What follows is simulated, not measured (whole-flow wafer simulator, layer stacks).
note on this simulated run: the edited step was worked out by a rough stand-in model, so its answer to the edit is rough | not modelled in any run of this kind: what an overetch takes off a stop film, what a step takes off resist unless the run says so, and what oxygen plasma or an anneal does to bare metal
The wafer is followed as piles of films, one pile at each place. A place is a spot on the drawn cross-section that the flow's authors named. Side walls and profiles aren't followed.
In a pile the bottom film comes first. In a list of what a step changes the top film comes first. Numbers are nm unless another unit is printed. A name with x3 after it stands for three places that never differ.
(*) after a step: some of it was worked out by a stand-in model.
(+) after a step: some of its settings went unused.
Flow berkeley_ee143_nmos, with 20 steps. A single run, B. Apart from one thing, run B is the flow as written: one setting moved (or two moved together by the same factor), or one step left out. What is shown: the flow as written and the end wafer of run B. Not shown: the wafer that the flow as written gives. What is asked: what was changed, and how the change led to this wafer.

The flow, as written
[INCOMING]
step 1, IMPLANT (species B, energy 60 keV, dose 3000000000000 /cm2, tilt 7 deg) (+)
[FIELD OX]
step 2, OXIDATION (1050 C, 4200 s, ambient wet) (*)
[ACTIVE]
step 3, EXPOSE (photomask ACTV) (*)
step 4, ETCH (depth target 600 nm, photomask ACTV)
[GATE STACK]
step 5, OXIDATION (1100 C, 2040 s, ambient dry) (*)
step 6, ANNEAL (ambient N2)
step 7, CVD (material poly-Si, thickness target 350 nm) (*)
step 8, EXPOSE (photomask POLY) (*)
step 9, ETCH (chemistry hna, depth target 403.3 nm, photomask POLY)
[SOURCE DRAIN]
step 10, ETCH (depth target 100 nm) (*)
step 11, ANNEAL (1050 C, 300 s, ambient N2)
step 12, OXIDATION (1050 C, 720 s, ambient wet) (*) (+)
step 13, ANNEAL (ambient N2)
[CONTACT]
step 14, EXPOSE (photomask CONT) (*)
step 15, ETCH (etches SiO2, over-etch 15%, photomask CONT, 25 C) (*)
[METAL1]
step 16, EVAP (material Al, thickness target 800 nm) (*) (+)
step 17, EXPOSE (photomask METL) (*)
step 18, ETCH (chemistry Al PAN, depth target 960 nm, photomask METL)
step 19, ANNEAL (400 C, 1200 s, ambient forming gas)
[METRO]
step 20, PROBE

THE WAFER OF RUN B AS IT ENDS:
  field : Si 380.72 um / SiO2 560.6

What caused this: step 10, ETCH: depth target 85 nm was run, though the flow has depth target 100 nm.

How this came from the change, step by step:
  step 10, ETCH (depth target 100 nm) (*)
      field: SiO2 loses 85 (as written it would have been: SiO2 loses 100)
  step 12, OXIDATION (1050 C, 720 s, ambient wet) (*) (+)
      field: SiO2 gains 67.7, Si loses 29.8 (as written it would have been: SiO2 gains 69.1, Si loses 30.4)
